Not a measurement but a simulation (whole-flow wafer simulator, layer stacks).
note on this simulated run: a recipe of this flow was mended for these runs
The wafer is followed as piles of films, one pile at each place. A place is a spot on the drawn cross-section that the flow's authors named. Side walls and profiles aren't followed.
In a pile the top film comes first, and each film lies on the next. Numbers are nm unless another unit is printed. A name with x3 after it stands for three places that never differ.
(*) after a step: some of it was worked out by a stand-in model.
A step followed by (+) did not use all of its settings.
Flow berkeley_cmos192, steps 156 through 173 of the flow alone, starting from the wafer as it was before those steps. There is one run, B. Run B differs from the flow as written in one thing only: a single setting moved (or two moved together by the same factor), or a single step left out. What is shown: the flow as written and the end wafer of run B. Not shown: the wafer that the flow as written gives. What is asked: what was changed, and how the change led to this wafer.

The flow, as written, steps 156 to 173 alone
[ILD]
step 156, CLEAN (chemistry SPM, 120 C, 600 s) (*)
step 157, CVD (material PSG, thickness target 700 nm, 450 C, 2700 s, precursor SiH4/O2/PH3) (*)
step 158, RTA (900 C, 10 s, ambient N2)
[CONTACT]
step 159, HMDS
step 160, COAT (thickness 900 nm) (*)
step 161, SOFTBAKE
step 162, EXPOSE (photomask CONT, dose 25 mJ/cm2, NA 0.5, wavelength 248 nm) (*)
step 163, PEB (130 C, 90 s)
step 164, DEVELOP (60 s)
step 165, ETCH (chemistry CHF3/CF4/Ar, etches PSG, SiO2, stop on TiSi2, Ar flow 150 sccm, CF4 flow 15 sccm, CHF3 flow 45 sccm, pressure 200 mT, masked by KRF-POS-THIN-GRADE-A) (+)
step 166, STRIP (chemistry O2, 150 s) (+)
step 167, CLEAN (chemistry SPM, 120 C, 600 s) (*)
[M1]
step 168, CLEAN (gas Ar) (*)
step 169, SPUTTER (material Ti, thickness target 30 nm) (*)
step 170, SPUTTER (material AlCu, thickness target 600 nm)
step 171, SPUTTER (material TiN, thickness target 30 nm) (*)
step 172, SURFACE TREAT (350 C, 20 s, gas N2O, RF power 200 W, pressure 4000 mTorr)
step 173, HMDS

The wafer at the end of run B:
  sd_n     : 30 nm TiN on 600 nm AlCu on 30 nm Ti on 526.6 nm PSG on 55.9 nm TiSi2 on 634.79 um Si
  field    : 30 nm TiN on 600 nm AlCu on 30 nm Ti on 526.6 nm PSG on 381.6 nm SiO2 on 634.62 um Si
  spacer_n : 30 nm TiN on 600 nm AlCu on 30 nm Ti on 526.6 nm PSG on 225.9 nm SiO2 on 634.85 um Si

The reason: step 157, CVD: thickness target 532 nm was run, while the flow as written has thickness target 700 nm; step 157, CVD: 2052 s was run, where the flow has 2700 s.

The path from the change to this, step by step:
  step 157, CVD (material PSG, thickness target 700 nm, 450 C, 2700 s, precursor SiH4/O2/PH3) (*)
      field, sd_n, spacer_n, gate, spacer_p, gate_p, contact, m1: +532 PSG (new film) (it would be, as written: +700 PSG (new film))
      sd_p: +509.5 PSG (new film) (it would be, as written: +668 PSG (new film))
  step 165, ETCH (chemistry CHF3/CF4/Ar, etches PSG, SiO2, stop on TiSi2, Ar flow 150 sccm, CF4 flow 15 sccm, CHF3 flow 45 sccm, pressure 200 mT, masked by KRF-POS-THIN-GRADE-A) (+)
      field, sd_n, spacer_n, gate, sd_p, spacer_p, gate_p, m1: -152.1 KrF-resist (it would be, as written: -194.1 KrF-resist)
      contact: -532 PSG (all of it), -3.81 TiSi2 (it would be, as written: -700 PSG (all of it), -3.81 TiSi2)
  step 166, STRIP (chemistry O2, 150 s) (+)
      field: -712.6 KrF-resist (all of it) (it would be, as written: -672.6 KrF-resist (all of it))
      sd_n: -825.5 KrF-resist (all of it) (it would be, as written: -784.4 KrF-resist (all of it))
      (as well as at 6 more places)
  step 169, SPUTTER (material Ti, thickness target 30 nm) (*)
      contact: +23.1 Ti (new film) (it would be, as written: +21.1 Ti (new film))
  step 170, SPUTTER (material AlCu, thickness target 600 nm)
      contact: +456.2 AlCu (new film) (it would be, as written: +411.7 AlCu (new film))
  step 171, SPUTTER (material TiN, thickness target 30 nm) (*)
      contact: +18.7 TiN (new film) (it would be, as written: +16 TiN (new film))
